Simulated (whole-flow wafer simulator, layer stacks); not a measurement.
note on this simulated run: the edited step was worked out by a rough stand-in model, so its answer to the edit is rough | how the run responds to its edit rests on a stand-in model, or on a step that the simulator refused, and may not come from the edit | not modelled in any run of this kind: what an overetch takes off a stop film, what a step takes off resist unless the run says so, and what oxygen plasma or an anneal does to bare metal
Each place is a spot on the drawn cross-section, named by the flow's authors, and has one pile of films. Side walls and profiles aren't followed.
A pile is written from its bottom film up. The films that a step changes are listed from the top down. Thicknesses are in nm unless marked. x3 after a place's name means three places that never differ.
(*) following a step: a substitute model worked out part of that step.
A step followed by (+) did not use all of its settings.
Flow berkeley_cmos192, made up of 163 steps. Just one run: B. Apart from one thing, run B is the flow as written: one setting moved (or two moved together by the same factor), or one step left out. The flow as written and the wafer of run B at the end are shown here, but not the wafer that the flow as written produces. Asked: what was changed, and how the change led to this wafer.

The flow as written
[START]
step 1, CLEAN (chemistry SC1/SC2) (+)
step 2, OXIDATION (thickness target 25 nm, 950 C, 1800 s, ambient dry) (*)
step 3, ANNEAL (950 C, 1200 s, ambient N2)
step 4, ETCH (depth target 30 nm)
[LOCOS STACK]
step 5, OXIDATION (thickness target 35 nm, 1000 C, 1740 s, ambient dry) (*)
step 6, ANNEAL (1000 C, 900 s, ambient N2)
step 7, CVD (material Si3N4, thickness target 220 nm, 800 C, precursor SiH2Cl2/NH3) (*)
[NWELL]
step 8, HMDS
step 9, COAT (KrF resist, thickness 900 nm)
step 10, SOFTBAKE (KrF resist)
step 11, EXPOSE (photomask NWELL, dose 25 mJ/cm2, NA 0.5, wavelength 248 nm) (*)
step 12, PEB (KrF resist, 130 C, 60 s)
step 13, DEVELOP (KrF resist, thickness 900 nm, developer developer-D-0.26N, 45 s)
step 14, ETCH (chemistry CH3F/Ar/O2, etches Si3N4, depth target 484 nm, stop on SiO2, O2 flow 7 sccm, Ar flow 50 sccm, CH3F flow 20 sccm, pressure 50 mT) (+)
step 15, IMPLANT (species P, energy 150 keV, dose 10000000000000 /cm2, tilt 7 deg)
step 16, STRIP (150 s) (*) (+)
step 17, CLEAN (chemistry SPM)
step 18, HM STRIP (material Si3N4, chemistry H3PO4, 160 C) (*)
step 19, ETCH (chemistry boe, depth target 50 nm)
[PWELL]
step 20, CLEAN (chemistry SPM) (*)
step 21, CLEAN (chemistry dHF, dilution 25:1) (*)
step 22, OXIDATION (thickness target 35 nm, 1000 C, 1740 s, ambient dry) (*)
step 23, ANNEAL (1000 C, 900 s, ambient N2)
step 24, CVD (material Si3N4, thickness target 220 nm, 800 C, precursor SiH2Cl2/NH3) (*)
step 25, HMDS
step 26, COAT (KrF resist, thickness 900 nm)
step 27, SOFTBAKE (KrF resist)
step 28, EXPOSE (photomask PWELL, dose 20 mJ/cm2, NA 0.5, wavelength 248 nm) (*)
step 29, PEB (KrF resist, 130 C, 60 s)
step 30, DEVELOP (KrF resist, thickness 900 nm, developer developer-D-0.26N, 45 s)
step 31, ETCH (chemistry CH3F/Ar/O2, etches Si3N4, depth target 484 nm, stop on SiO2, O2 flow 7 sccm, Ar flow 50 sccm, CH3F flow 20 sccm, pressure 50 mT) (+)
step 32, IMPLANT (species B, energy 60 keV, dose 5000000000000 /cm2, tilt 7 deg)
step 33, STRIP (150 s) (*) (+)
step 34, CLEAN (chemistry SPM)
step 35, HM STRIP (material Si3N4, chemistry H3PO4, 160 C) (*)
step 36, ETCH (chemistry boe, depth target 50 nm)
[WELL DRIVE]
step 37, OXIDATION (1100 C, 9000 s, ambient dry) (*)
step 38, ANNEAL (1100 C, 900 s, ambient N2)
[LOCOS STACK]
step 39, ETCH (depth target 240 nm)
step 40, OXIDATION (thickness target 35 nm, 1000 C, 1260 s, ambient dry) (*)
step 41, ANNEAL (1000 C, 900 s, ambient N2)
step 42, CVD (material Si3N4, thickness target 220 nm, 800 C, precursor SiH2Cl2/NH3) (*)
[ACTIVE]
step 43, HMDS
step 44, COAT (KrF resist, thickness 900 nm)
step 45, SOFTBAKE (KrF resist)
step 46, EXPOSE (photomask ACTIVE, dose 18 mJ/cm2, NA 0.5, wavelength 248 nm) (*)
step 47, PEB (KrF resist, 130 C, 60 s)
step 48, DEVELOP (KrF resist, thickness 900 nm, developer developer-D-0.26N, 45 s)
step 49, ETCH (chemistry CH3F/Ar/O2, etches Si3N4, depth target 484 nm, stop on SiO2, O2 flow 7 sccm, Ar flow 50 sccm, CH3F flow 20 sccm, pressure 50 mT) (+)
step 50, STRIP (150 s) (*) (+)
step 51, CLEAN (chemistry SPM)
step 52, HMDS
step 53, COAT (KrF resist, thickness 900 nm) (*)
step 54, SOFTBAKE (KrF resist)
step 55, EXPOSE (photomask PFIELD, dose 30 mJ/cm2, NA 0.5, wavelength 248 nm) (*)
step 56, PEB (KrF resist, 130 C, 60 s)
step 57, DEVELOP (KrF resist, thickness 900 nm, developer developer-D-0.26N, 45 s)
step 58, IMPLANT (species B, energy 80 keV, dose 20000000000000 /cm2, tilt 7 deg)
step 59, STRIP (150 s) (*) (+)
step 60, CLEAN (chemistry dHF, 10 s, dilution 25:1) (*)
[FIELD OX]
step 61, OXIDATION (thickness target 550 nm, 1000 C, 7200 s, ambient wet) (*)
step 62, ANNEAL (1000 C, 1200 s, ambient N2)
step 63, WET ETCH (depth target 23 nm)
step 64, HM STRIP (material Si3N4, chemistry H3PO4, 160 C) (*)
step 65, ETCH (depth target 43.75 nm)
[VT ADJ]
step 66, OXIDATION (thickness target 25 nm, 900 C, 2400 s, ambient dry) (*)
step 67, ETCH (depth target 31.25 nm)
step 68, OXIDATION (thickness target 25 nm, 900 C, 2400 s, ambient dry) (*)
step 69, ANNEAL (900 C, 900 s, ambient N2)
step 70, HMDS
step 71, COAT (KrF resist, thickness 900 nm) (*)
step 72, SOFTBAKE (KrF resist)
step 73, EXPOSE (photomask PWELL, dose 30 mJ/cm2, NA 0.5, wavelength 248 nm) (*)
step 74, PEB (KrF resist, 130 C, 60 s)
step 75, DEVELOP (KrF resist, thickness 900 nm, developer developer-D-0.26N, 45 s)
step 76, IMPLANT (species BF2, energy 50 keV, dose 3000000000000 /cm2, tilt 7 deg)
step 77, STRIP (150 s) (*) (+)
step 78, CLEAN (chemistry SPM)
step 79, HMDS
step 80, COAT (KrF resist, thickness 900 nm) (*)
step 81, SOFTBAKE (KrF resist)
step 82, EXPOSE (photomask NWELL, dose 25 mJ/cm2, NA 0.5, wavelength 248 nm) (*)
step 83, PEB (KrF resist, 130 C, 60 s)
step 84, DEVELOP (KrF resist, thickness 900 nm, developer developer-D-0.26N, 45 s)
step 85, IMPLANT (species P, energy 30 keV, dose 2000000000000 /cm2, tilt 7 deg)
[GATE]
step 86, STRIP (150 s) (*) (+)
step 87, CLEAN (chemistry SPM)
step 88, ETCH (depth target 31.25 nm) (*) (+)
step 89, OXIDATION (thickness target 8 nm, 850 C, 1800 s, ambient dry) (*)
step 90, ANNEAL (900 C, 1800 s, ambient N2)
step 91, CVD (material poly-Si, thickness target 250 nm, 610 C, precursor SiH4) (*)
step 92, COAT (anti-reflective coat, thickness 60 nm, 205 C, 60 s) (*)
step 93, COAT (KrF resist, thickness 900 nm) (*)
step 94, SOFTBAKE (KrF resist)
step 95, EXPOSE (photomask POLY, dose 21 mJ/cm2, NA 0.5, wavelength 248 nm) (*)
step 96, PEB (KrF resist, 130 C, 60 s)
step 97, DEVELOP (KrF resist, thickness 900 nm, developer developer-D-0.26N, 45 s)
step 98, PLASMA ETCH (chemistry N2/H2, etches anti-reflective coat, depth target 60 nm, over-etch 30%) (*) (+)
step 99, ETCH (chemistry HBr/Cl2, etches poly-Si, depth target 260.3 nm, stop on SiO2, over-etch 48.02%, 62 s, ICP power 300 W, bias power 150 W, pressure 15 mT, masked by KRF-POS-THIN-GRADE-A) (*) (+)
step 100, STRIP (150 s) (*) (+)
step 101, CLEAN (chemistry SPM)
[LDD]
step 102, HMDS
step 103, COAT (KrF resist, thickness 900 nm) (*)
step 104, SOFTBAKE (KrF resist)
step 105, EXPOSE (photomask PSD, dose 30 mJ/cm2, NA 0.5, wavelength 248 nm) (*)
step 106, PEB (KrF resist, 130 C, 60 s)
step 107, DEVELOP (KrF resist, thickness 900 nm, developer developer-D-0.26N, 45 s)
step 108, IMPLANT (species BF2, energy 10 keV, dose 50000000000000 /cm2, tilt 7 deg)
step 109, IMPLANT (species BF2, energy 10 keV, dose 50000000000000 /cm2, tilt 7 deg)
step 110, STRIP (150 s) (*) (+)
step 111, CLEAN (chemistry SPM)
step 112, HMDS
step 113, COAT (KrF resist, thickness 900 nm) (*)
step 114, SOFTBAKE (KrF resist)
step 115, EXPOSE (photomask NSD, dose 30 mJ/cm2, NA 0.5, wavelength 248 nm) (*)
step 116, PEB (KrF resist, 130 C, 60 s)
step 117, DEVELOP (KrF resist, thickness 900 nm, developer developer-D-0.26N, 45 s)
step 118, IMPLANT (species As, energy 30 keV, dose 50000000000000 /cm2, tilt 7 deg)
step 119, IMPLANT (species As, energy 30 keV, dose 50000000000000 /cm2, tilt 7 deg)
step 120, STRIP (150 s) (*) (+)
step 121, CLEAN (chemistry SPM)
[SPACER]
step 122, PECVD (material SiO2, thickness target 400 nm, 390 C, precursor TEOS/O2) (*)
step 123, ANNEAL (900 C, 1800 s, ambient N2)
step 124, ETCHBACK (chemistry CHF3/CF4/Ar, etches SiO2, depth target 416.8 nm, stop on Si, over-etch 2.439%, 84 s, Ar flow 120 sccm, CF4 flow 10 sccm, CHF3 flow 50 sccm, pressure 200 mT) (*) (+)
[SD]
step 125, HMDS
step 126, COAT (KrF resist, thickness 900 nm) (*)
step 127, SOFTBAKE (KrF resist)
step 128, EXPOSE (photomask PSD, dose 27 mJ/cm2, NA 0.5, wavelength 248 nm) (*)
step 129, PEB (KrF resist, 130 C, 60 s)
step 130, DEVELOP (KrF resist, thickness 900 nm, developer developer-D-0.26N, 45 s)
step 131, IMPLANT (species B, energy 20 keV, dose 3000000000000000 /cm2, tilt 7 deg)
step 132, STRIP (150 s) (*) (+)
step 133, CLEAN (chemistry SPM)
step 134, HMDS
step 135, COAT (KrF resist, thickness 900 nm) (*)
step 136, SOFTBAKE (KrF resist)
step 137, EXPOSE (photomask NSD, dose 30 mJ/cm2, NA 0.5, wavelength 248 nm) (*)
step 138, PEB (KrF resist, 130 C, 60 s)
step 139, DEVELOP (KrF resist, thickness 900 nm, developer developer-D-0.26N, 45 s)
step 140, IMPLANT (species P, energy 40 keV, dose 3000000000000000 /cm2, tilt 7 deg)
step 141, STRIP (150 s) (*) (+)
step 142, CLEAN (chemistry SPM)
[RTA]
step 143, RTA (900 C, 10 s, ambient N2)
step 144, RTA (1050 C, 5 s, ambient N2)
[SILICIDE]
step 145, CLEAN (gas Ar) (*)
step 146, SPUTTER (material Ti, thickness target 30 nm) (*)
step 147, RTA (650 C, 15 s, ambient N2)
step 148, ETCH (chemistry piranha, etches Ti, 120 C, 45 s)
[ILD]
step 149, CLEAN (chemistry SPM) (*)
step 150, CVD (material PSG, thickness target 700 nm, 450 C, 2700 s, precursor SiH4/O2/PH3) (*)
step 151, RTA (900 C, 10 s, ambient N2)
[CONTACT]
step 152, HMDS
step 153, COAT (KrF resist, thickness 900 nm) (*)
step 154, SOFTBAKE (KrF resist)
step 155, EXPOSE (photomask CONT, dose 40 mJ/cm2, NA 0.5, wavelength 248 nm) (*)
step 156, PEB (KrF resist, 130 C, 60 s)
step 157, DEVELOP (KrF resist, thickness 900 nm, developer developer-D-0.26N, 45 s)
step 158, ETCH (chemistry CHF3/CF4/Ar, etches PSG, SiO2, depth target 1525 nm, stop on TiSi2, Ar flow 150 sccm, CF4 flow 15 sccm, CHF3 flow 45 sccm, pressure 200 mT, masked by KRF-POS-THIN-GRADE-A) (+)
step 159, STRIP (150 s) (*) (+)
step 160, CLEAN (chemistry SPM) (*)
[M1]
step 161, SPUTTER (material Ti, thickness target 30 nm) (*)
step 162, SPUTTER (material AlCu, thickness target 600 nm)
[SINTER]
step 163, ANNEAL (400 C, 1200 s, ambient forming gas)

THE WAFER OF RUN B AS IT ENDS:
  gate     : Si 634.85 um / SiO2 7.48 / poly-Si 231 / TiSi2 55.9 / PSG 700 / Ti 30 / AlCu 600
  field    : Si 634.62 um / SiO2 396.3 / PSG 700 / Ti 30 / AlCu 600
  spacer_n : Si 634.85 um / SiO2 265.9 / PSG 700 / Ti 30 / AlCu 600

Cause: step 91, CVD: thickness target 290 nm was run, whereas the flow has thickness target 250 nm.

Step by step, how the change led to this:
  step 91, CVD (material poly-Si, thickness target 250 nm, 610 C, precursor SiH4) (*)
      field, sd_n, spacer_n and 6 more: +290 poly-Si (new film) (as written it would have been: +250 poly-Si (new film))
  step 99, ETCH (chemistry HBr/Cl2, etches poly-Si, depth target 260.3 nm, stop on SiO2, over-etch 48.02%, 62 s, ICP power 300 W, bias power 150 W, pressure 15 mT, masked by KRF-POS-THIN-GRADE-A) (*) (+)
      spacer_n, spacer_p: -285.7 poly-Si (all of it), -0.5 SiO2 (as written it would have been: -245.8 poly-Si (all of it), -1.74 SiO2)
      field: -285.8 poly-Si (all of it), -0.5 SiO2 (as written it would have been: -245.8 poly-Si (all of it), -1.74 SiO2)
      (also at 4 further places)
  step 103, COAT (KrF resist, thickness 900 nm) (*)
      gate: +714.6 KrF resist (new film) (as written it would have been: +748 KrF resist (new film))
      gate_p: +710.7 KrF resist (new film) (as written it would have been: +744.1 KrF resist (new film))
  step 107, DEVELOP (KrF resist, thickness 900 nm, developer developer-D-0.26N, 45 s)
      gate_p: -709.6 KrF resist (all of it) (as written it would have been: -742.9 KrF resist (all of it))
  step 110, STRIP (150 s) (*) (+)
      gate: -699.3 KrF resist (all of it), +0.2 chemical SiO2, -0.09 poly-Si (as written it would have been: -732.7 KrF resist (all of it), +0.2 chemical SiO2, -0.09 poly-Si)
  step 113, COAT (KrF resist, thickness 900 nm) (*)
      gate: +714.6 KrF resist (new film) (as written it would have been: +747.9 KrF resist (new film))
      gate_p: +710.6 KrF resist (new film) (as written it would have been: +743.9 KrF resist (new film))
  step 117, DEVELOP (KrF resist, thickness 900 nm, developer developer-D-0.26N, 45 s)
      gate: -713.5 KrF resist (all of it) (as written it would have been: -746.8 KrF resist (all of it))
  step 120, STRIP (150 s) (*) (+)
      gate_p: -695.3 KrF resist (all of it), +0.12 chemical SiO2, -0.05 poly-Si (as written it would have been: -728.6 KrF resist (all of it), +0.12 chemical SiO2, -0.05 poly-Si)
  step 124, ETCHBACK (chemistry CHF3/CF4/Ar, etches SiO2, depth target 416.8 nm, stop on Si, over-etch 2.439%, 84 s, Ar flow 120 sccm, CF4 flow 10 sccm, CHF3 flow 50 sccm, pressure 200 mT) (*) (+)
      spacer_n: -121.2 SiO2 (as written it would have been: -160 SiO2)
      spacer_p: -121.2 SiO2 (as written it would have been: -159.9 SiO2)
  step 126, COAT (KrF resist, thickness 900 nm) (*)
      spacer_n: +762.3 KrF resist (new film) (as written it would have been: +791.6 KrF resist (new film))
      gate: +742.9 KrF resist (new film) (as written it would have been: +771.5 KrF resist (new film))
      (also at 2 further places)
  step 130, DEVELOP (KrF resist, thickness 900 nm, developer developer-D-0.26N, 45 s)
      spacer_p: -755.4 KrF resist (all of it) (as written it would have been: -784.6 KrF resist (all of it))
      gate_p: -735.8 KrF resist (all of it) (as written it would have been: -764.3 KrF resist (all of it))
  step 132, STRIP (150 s) (*) (+)
      spacer_n: -746.9 KrF resist (all of it) (as written it would have been: -776.1 KrF resist (all of it))
      gate: +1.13 chemical SiO2 (new film), -727.5 KrF resist (all of it), -0.5 poly-Si (as written it would have been: +1.13 chemical SiO2 (new film), -756.1 KrF resist (all of it), -0.5 poly-Si)
  step 135, COAT (KrF resist, thickness 900 nm) (*)
      spacer_n: +762.6 KrF resist (new film) (as written it would have been: +791.1 KrF resist (new film))
      gate: +742.5 KrF resist (new film) (as written it would have been: +770.3 KrF resist (new film))
      (also at 2 further places)
  step 139, DEVELOP (KrF resist, thickness 900 nm, developer developer-D-0.26N, 45 s)
      spacer_n: -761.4 KrF resist (all of it) (as written it would have been: -789.9 KrF resist (all of it))
      gate: -741.4 KrF resist (all of it) (as written it would have been: -769.1 KrF resist (all of it))
  step 141, STRIP (150 s) (*) (+)
      spacer_p: -741.6 KrF resist (all of it) (as written it would have been: -770.2 KrF resist (all of it))
      gate_p: -721.3 KrF resist (all of it), +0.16 chemical SiO2 (as written it would have been: -749.1 KrF resist (all of it), +0.16 chemical SiO2)
  step 153, COAT (KrF resist, thickness 900 nm) (*)
      spacer_n: +808.3 KrF resist (new film) (as written it would have been: +829.8 KrF resist (new film))
      gate: +790.7 KrF resist (new film) (as written it would have been: +809.7 KrF resist (new film))
      (also at 2 further places)
  step 159, STRIP (150 s) (*) (+)
      spacer_n: -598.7 KrF resist (all of it) (as written it would have been: -620.3 KrF resist (all of it))
      gate: -581.2 KrF resist (all of it) (as written it would have been: -600.1 KrF resist (all of it))
      (also at 2 further places)
